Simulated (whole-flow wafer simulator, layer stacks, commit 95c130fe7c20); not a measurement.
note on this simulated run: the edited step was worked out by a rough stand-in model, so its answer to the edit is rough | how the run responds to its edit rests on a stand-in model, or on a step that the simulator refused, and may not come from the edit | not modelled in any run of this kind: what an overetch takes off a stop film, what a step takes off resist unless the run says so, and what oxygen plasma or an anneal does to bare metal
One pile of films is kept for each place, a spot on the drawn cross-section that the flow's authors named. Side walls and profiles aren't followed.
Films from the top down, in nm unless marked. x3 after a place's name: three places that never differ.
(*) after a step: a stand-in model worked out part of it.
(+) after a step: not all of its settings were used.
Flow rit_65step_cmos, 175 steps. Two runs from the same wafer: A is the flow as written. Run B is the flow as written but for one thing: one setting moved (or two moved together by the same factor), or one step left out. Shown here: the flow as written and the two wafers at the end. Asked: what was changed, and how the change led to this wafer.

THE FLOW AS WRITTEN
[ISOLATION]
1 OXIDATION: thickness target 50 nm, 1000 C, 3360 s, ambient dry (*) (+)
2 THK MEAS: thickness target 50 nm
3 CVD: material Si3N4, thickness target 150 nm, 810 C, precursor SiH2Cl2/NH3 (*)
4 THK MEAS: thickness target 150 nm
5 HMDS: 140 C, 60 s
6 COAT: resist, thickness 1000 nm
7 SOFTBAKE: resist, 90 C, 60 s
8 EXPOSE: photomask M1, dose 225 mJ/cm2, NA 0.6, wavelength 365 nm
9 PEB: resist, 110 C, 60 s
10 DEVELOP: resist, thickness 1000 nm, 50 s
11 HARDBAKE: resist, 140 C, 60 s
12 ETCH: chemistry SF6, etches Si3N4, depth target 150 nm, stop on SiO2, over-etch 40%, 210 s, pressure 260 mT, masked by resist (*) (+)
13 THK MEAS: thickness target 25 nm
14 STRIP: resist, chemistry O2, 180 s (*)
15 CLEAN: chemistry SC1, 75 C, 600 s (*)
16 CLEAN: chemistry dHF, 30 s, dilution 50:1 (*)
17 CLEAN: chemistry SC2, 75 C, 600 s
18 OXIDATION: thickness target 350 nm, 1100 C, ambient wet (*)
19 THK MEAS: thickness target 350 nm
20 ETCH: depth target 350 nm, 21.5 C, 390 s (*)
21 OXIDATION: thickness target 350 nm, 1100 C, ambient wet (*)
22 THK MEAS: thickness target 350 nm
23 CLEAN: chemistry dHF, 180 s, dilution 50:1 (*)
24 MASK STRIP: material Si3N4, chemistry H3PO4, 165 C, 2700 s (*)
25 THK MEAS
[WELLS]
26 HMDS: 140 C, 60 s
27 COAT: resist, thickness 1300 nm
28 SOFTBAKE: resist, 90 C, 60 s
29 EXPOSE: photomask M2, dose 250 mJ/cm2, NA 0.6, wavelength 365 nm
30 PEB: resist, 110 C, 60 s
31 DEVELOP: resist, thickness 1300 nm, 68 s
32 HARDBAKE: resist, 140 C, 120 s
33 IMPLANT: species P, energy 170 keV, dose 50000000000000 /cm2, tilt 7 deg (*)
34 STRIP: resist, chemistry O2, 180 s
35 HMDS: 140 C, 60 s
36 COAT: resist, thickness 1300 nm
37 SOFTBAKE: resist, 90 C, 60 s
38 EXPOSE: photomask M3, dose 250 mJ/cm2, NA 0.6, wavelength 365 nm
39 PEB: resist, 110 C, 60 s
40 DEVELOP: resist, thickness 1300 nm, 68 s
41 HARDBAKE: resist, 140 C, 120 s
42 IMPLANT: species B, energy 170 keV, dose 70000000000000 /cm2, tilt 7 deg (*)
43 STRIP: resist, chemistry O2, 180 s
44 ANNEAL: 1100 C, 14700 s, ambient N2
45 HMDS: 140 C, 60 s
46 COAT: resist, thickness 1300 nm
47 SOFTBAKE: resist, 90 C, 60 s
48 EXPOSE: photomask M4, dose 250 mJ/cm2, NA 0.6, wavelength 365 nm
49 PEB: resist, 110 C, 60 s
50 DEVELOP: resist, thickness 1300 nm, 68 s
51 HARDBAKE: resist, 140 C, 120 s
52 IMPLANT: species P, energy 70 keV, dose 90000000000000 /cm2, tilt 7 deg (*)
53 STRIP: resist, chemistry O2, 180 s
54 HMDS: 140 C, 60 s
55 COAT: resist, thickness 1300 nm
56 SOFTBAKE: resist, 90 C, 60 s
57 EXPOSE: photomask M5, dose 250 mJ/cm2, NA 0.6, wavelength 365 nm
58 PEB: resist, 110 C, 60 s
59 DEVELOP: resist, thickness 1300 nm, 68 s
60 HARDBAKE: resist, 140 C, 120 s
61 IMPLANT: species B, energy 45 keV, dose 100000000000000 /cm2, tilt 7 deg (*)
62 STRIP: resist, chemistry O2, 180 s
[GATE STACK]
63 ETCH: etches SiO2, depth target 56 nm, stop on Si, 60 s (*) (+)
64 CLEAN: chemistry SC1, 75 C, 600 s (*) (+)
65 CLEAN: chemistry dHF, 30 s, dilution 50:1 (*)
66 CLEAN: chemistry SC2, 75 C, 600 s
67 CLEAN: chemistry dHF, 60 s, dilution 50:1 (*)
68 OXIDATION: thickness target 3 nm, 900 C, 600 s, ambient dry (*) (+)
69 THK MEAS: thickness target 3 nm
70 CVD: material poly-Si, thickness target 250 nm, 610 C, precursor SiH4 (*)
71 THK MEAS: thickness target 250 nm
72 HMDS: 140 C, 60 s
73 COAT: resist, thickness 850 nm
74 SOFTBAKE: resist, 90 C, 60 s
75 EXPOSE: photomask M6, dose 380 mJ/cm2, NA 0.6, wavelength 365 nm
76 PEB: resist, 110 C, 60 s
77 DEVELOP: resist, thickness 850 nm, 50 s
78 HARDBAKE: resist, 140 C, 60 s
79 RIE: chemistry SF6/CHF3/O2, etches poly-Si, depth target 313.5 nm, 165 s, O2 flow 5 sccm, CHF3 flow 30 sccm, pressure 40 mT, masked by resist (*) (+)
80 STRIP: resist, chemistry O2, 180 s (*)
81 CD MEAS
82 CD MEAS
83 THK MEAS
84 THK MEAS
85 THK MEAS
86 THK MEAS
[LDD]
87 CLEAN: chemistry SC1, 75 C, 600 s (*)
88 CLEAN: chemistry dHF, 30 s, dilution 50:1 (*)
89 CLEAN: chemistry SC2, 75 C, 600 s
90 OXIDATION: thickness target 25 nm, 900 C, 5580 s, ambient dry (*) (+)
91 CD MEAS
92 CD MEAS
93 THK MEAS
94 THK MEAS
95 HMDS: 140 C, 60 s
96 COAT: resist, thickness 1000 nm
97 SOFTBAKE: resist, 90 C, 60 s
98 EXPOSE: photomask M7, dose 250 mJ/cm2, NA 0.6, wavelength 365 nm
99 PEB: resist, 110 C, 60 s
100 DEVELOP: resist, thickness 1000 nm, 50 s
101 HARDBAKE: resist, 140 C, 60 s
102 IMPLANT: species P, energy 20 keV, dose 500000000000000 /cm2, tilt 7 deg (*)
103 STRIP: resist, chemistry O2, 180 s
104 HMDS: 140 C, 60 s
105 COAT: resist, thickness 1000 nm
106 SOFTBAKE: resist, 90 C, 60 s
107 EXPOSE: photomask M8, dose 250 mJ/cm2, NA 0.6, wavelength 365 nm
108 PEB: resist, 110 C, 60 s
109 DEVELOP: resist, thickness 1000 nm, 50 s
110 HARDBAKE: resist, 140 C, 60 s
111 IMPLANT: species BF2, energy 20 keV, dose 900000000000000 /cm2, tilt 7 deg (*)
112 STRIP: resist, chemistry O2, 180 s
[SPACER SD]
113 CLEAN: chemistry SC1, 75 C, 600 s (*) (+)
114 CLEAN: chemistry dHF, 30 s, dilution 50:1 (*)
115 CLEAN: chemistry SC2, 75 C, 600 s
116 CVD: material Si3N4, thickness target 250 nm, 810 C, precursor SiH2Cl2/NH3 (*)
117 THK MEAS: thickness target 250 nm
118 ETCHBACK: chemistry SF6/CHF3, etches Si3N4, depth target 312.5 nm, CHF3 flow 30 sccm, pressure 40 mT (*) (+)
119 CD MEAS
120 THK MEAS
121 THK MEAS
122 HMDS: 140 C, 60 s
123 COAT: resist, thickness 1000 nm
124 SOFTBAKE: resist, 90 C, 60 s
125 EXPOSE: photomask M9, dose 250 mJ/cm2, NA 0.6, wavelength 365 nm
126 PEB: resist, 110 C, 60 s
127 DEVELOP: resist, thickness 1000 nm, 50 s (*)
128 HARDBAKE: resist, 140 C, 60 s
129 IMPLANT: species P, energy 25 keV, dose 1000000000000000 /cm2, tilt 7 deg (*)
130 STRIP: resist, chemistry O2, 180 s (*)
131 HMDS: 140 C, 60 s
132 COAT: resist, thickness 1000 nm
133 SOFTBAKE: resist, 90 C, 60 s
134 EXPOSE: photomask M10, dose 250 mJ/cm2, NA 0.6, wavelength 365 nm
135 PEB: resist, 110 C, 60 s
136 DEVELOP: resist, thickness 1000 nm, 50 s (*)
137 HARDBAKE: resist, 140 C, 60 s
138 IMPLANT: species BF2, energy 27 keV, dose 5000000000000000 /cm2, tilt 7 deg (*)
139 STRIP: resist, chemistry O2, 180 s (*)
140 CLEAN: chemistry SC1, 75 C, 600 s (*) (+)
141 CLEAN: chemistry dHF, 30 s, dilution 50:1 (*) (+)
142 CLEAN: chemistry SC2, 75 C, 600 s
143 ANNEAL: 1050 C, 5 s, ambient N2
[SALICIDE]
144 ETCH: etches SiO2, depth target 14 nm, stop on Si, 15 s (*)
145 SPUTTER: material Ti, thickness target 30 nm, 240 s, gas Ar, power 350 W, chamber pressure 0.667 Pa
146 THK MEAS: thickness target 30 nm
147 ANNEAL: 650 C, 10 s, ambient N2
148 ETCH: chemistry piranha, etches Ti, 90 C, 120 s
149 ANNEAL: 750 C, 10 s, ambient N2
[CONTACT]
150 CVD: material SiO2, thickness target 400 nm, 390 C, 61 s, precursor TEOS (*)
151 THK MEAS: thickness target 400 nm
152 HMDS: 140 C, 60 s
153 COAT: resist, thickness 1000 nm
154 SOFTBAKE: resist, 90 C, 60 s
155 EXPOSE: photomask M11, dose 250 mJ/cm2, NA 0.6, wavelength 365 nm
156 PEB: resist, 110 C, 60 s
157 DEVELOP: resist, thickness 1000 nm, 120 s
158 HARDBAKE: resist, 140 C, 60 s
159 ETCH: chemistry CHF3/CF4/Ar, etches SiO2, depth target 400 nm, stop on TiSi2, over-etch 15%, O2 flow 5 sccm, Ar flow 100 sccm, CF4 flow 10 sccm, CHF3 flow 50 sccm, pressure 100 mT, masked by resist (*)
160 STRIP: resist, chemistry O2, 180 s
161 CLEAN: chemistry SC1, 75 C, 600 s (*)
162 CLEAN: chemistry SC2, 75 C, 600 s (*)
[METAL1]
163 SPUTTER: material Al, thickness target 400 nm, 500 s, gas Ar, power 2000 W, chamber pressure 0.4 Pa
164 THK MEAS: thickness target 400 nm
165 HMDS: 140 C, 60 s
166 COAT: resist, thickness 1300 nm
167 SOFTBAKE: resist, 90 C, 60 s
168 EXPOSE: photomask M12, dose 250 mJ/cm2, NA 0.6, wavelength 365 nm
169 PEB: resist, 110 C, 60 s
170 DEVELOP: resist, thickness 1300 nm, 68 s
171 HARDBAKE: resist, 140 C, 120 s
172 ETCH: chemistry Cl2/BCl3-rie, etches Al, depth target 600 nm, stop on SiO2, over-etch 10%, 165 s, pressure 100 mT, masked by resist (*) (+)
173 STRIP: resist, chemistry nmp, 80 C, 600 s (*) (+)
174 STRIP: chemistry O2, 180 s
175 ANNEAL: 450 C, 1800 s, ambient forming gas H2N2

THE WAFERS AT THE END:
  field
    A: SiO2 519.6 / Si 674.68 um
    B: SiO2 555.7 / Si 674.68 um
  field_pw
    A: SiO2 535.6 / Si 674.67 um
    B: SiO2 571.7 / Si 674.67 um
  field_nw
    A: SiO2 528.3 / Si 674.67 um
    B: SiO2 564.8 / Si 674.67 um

The cause: step 118, ETCHBACK: depth target 265.6 nm was run, where the flow has depth target 312.5 nm.

How the change led to this, step by step:
  118 ETCHBACK: chemistry SF6/CHF3, etches Si3N4, depth target 312.5 nm, CHF3 flow 30 sccm, pressure 40 mT (*) (+)
      gate_n: A Si3N4 -250 (all of it), SiO2 -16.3 (all of it), poly-Si -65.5 | B Si3N4 -250 (all of it), SiO2 -12
      gate_p: A Si3N4 -250 (all of it), SiO2 -15.7 (all of it), poly-Si -66.7 | B Si3N4 -250 (all of it), SiO2 -12
      (and at 6 more places)
  123 COAT: resist, thickness 1000 nm
      field: A resist +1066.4 (new film) | B resist +1044 (new film)
      field_p: A resist +1073.5 (new film) | B resist +1051.1 (new film)
      (and at 4 more places)
  126 PEB: resist, 110 C, 60 s
      gate_n, gate_p: A resist -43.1 | B resist -40.1
      field: A resist -55.6 | B resist -54.2
      (and at 3 more places)
  127 DEVELOP: resist, thickness 1000 nm, 50 s (*)
      field: A resist -1010.9 (all of it) | B resist -989.7 (all of it)
      gate_n: A resist -791.9 (all of it) | B resist -738.6 (all of it)
      (and at 1 more place)
  128 HARDBAKE: resist, 140 C, 60 s
      field_nw: A resist -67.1 | B resist -65.7
      field_p: A resist -68.8 | B resist -67.2
      (and at 2 more places)
  130 STRIP: resist, chemistry O2, 180 s (*)
      gate_n: A chemical SiO2 +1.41 (new film), poly-Si -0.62 | B nothing
      gate_p: A chemical SiO2 +1.31 (new film), resist -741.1 (all of it), poly-Si -0.58 | B resist -691.1 (all of it)
      (and at 2 more places)
  132 COAT: resist, thickness 1000 nm
      field: A resist +1067 (new film) | B resist +1044 (new film)
      field_p: A resist +1074 (new film) | B resist +1051.1 (new film)
      (and at 4 more places)
  135 PEB: resist, 110 C, 60 s
      gate_n, gate_p: A resist -43.1 | B resist -40.1
      field: A resist -55.6 | B resist -54.2
      (and at 3 more places)
  136 DEVELOP: resist, thickness 1000 nm, 50 s (*)
      field_p: A resist -1018 (all of it) | B resist -996.3 (all of it)
      gate_p: A resist -792.8 (all of it) | B resist -738.9 (all of it)
      (and at 1 more place)
  137 HARDBAKE: resist, 140 C, 60 s
      field: A resist -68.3 | B resist -66.3
      field_nw: A resist -67.1 | B resist -65.7
      (and at 2 more places)
  139 STRIP: resist, chemistry O2, 180 s (*)
      gate_n: A resist -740 (all of it), chemical SiO2 +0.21, poly-Si -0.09 | B resist -690.8 (all of it)
      field: A resist -943.1 (all of it) | B resist -923.4 (all of it)
      (and at 1 more place)
  140 CLEAN: chemistry SC1, 75 C, 600 s (*) (+)
      gate_n, gate_p: A chemical SiO2 -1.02, poly-Si -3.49 | B SiO2 -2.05
  141 CLEAN: chemistry dHF, 30 s, dilution 50:1 (*) (+)
      gate_n: A chemical SiO2 -0.6 (all of it) | B SiO2 -2.28 (all of it)
      gate_p: A chemical SiO2 -0.6 (all of it) | B SiO2 -1.69 (all of it)
  145 SPUTTER: material Ti, thickness target 30 nm, 240 s, gas Ar, power 350 W, chamber pressure 0.667 Pa
      gate_n: A Ti +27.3 (new film) | B Ti +30 (new film)
      gate_p: A Ti +27.2 (new film) | B Ti +30 (new film)
  147 ANNEAL: 650 C, 10 s, ambient N2
      gate_n: A Ti -21.3, TiSi first +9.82 (new film), TiSi2 C49 +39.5 (new film), poly-Si -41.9 | B Ti -23.4, TiSi first +15.7 (new film), TiSi2 C49 +36.2 (new film), poly-Si -42.9
      gate_p: A Ti -21.2, TiSi first +9.56 (new film), TiSi2 C49 +39.6 (new film), poly-Si -41.9 | B Ti -23.4, TiSi first +15.7 (new film), TiSi2 C49 +36.2 (new film), poly-Si -42.9
  148 ETCH: chemistry piranha, etches Ti, 90 C, 120 s
      gate_n: A Ti -6 (all of it), TiSi first -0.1 | B Ti -6.6 (all of it), TiSi first -0.1
      gate_p: A Ti -5.97 (all of it), TiSi first -0.1 | B Ti -6.6 (all of it), TiSi first -0.1
  ... 8 more steps ...
  170 DEVELOP: resist, thickness 1300 nm, 68 s
      gate_n: A resist -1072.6 (all of it) | B resist -1032.3 (all of it)
      gate_p: A resist -1076.3 (all of it) | B resist -1035.1 (all of it)
      (and at 2 more places)
